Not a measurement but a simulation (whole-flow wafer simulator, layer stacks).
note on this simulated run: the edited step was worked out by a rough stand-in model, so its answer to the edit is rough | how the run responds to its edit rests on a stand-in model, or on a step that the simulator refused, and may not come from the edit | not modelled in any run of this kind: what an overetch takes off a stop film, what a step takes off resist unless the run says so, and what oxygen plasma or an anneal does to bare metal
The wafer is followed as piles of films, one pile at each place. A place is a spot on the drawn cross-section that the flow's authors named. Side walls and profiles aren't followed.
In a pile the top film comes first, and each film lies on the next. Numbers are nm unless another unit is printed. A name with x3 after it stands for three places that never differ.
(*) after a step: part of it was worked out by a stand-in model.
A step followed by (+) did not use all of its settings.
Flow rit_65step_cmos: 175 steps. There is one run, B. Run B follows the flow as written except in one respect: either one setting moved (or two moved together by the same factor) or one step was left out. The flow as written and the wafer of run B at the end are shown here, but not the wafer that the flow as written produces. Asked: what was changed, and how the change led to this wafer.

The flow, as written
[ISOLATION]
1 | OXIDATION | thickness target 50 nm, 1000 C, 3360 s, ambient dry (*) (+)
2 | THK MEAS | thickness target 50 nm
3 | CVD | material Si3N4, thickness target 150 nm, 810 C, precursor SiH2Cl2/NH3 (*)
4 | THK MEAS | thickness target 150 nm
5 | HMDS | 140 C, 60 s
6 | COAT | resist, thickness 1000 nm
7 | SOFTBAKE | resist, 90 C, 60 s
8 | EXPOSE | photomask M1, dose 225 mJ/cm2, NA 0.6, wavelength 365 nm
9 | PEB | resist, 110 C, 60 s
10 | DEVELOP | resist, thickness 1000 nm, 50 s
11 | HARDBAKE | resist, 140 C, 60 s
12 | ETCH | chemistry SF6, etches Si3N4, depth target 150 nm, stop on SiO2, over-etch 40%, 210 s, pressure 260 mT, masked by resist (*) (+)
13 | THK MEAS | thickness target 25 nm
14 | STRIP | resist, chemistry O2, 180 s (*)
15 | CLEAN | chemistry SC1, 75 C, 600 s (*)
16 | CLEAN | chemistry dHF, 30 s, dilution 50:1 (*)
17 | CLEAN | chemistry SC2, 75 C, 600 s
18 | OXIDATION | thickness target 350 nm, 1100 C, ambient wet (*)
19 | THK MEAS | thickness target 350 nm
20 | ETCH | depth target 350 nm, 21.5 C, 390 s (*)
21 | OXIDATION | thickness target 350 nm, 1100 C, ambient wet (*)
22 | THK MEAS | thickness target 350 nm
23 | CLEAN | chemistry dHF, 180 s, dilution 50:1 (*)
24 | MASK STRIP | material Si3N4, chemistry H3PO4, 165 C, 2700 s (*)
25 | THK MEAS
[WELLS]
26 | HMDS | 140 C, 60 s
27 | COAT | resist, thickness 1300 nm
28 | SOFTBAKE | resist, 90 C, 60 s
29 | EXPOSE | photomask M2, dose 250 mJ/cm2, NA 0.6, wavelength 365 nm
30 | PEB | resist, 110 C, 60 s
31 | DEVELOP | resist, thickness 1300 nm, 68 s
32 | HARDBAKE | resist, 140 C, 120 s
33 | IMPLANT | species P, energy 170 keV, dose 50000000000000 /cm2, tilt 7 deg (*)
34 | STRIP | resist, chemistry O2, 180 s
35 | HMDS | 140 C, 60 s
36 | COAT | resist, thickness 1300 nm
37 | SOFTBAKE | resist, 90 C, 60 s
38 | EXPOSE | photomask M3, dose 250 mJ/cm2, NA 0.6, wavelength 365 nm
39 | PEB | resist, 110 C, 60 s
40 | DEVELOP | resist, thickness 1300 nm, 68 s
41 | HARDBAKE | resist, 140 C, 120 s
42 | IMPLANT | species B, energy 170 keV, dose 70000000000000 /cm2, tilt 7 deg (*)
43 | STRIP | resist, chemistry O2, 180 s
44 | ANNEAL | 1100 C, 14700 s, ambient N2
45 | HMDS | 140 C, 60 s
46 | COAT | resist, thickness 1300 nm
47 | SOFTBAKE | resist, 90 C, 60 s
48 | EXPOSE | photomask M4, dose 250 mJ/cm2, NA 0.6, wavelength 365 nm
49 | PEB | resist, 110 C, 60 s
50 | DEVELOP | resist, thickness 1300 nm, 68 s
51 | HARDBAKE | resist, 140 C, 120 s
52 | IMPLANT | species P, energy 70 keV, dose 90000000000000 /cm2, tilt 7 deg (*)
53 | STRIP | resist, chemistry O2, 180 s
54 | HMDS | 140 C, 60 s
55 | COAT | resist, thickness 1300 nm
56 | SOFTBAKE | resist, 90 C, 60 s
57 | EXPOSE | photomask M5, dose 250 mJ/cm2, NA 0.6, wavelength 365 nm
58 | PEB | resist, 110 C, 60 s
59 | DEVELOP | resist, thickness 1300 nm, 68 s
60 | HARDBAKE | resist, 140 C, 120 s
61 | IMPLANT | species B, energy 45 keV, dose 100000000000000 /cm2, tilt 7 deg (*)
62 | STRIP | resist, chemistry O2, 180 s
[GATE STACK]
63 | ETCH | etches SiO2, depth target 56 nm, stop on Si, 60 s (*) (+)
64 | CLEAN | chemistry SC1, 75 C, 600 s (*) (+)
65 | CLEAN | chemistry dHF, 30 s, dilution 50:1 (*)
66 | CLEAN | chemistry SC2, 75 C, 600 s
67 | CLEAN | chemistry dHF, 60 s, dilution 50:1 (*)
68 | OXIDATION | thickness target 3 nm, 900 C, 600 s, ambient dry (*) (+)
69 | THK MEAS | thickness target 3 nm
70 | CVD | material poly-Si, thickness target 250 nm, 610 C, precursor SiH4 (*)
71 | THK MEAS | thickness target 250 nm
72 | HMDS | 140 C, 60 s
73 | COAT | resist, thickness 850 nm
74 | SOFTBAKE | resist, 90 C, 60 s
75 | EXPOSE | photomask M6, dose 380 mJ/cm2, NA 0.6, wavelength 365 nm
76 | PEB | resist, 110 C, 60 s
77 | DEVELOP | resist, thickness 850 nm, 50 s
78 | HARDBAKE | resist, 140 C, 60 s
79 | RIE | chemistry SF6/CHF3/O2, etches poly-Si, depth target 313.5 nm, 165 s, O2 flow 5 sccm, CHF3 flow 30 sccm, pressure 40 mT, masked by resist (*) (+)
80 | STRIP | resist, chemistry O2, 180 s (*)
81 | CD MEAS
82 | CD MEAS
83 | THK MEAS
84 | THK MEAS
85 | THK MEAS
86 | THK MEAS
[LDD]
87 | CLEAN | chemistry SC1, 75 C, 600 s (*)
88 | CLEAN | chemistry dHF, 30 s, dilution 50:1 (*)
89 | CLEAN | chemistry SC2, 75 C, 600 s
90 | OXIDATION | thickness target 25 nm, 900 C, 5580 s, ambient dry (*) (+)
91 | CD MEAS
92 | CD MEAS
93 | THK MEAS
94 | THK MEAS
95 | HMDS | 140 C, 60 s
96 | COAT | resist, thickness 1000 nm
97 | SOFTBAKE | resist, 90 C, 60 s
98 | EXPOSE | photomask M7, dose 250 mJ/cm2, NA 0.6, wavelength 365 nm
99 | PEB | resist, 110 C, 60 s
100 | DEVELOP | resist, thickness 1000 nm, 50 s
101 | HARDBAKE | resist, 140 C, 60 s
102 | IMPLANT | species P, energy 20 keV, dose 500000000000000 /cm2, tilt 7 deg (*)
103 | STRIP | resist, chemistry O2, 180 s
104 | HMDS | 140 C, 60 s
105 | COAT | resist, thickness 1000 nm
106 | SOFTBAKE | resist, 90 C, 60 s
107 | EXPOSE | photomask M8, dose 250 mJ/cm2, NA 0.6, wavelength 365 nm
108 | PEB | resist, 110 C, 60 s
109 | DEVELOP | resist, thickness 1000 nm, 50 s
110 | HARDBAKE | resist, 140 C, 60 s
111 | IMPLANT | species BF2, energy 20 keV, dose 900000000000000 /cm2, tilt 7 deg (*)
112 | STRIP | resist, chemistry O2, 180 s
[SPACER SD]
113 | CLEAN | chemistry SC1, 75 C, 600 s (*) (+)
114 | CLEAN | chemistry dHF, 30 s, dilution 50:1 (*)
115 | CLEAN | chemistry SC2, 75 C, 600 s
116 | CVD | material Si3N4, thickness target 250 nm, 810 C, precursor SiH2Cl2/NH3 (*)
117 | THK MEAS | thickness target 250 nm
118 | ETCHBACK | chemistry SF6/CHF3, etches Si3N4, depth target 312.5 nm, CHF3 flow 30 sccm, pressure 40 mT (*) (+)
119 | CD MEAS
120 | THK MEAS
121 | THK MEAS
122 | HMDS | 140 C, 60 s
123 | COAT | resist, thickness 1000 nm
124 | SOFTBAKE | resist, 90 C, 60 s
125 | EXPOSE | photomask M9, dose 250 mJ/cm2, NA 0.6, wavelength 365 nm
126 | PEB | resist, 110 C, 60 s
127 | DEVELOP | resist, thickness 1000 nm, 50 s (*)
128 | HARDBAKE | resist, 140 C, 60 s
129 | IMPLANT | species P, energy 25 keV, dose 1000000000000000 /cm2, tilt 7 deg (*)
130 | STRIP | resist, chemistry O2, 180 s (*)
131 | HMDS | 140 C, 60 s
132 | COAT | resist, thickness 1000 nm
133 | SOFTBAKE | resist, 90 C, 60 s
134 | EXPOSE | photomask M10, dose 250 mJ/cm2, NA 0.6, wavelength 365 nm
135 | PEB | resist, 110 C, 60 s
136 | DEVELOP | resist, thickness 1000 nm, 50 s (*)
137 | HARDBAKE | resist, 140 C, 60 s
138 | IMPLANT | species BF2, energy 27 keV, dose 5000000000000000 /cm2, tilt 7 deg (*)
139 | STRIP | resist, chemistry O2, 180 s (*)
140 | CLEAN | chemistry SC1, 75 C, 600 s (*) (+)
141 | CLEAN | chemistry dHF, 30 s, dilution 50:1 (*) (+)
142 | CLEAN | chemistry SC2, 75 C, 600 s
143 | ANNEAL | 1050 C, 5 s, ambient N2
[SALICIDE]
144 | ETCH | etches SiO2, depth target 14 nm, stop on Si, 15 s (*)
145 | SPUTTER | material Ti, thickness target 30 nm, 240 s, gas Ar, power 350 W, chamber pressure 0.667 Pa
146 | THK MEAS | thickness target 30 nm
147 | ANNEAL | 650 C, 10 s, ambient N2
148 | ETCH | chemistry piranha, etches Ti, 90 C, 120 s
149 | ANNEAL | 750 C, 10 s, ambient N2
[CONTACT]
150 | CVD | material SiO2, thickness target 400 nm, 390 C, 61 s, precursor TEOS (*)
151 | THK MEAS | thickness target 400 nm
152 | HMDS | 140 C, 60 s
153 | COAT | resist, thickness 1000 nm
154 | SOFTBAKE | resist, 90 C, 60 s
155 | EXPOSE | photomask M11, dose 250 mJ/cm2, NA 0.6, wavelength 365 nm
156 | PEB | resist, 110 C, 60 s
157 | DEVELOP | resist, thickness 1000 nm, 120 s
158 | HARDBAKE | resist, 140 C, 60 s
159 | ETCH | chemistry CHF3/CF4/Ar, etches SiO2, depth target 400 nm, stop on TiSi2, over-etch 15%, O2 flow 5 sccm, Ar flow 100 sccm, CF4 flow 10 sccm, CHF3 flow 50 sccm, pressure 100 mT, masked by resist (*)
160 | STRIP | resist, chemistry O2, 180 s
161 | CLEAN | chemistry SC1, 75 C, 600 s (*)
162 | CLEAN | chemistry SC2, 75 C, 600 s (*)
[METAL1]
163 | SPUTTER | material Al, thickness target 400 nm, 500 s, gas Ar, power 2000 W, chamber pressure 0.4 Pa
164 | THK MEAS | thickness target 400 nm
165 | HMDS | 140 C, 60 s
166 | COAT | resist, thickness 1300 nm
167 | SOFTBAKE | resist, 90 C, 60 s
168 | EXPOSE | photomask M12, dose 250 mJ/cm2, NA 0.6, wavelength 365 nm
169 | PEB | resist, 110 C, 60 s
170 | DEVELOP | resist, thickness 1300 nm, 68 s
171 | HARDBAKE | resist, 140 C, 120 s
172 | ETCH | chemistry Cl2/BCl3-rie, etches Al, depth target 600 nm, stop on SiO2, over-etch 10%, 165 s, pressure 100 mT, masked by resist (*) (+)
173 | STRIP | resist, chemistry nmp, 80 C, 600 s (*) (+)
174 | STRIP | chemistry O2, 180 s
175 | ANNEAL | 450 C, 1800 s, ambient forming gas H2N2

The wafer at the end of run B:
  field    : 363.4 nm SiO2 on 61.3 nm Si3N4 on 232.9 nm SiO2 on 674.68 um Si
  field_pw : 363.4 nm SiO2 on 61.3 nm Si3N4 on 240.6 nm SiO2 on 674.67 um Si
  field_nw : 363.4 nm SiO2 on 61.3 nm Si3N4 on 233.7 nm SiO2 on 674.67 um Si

What caused this: step 118, ETCHBACK: depth target 187.5 nm was run, while the flow as written has depth target 312.5 nm.

How this came from the change, step by step:
  118 | ETCHBACK | chemistry SF6/CHF3, etches Si3N4, depth target 312.5 nm, CHF3 flow 30 sccm, pressure 40 mT (*) (+)
      field, field_pw, field_nw, field_p: Si3N4 loses 187.5 (as written it would have been: Si3N4 loses 250 (all of it), SiO2 loses 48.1)
      gate_n: Si3N4 loses 187.5 (as written it would have been: Si3N4 loses 250 (all of it), SiO2 loses 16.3 (all of it), poly-Si loses 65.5)
      (as well as at 1 more place)
  123 | COAT | resist, thickness 1000 nm
      field: resist gains 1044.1 (new film) (as written it would have been: resist gains 1066.4 (new film))
      field_p: resist gains 1051.2 (new film) (as written it would have been: resist gains 1073.5 (new film))
      (as well as at 4 more places)
  126 | PEB | resist, 110 C, 60 s
      gate_n, gate_p: resist loses 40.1 (as written it would have been: resist loses 43.1)
      field: resist loses 54.3 (as written it would have been: resist loses 55.6)
      (as well as at 3 more places)
  127 | DEVELOP | resist, thickness 1000 nm, 50 s (*)
      field: resist loses 989.9 (all of it) (as written it would have been: resist loses 1010.9 (all of it))
      gate_n: resist loses 739.2 (all of it) (as written it would have been: resist loses 791.9 (all of it))
      (as well as at 1 more place)
  128 | HARDBAKE | resist, 140 C, 60 s
      field_nw: resist loses 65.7 (as written it would have been: resist loses 67.1)
      field_p: resist loses 67.2 (as written it would have been: resist loses 68.8)
      (as well as at 2 more places)
  130 | STRIP | resist, chemistry O2, 180 s (*)
      gate_n: nothing (as written it would have been: chemical SiO2 gains 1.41 (new film), poly-Si loses 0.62)
      gate_p: resist loses 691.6 (all of it) (as written it would have been: chemical SiO2 gains 1.31 (new film), resist loses 741.1 (all of it), poly-Si loses 0.58)
      (as well as at 2 more places)
  132 | COAT | resist, thickness 1000 nm
      field: resist gains 1044.1 (new film) (as written it would have been: resist gains 1067 (new film))
      field_p: resist gains 1051.2 (new film) (as written it would have been: resist gains 1074 (new film))
      (as well as at 4 more places)
  135 | PEB | resist, 110 C, 60 s
      gate_n, gate_p: resist loses 40.1 (as written it would have been: resist loses 43.1)
      spacer, spacer_p: resist loses 40 (as written it would have been: resist loses 42)
      (as well as at 2 more places)
  136 | DEVELOP | resist, thickness 1000 nm, 50 s (*)
      field_p: resist loses 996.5 (all of it) (as written it would have been: resist loses 1018 (all of it))
      gate_p: resist loses 739.4 (all of it) (as written it would have been: resist loses 792.8 (all of it))
      (as well as at 1 more place)
  137 | HARDBAKE | resist, 140 C, 60 s
      field: resist loses 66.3 (as written it would have been: resist loses 68.3)
      field_nw: resist loses 65.7 (as written it would have been: resist loses 67.1)
      (as well as at 2 more places)
  139 | STRIP | resist, chemistry O2, 180 s (*)
      gate_n: resist loses 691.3 (all of it) (as written it would have been: resist loses 740 (all of it), chemical SiO2 gains 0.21, poly-Si loses 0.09)
      field: resist loses 923.5 (all of it) (as written it would have been: resist loses 943.1 (all of it))
      (as well as at 1 more place)
  140 | CLEAN | chemistry SC1, 75 C, 600 s (*) (+)
      field, field_pw, field_nw, field_p: Si3N4 loses 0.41 (as written it would have been: SiO2 loses 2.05)
      gate_n, gate_p: Si3N4 loses 0.41 (as written it would have been: chemical SiO2 loses 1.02, poly-Si loses 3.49)
  141 | CLEAN | chemistry dHF, 30 s, dilution 50:1 (*) (+)
      field, field_p: Si3N4 loses 0.43 (as written it would have been: SiO2 loses 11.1)
      field_pw, field_nw: Si3N4 loses 0.43 (as written it would have been: SiO2 loses 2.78)
      (as well as at 2 more places)
  144 | ETCH | etches SiO2, depth target 14 nm, stop on Si, 15 s (*)
      field, field_pw, field_nw, field_p: Si3N4 loses 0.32 (as written it would have been: SiO2 loses 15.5)
  145 | SPUTTER | material Ti, thickness target 30 nm, 240 s, gas Ar, power 350 W, chamber pressure 0.667 Pa
      gate_n: Ti gains 30 (new film) (as written it would have been: Ti gains 27.3 (new film))
      gate_p: Ti gains 30 (new film) (as written it would have been: Ti gains 27.2 (new film))
  147 | ANNEAL | 650 C, 10 s, ambient N2
      gate_n: nothing (as written it would have been: Ti loses 21.3, TiSi first gains 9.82 (new film), TiSi2 C49 gains 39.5 (new film), poly-Si loses 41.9)
      gate_p: nothing (as written it would have been: Ti loses 21.2, TiSi first gains 9.56 (new film), TiSi2 C49 gains 39.6 (new film), poly-Si loses 41.9)
  ... 9 other steps ...
  170 | DEVELOP | resist, thickness 1300 nm, 68 s
      field: resist loses 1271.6 (all of it) (as written it would have been: resist loses 1316.6 (all of it))
      field_pw: resist loses 1259.5 (all of it) (as written it would have been: resist loses 1285.5 (all of it))
      (as well as at 6 more places)
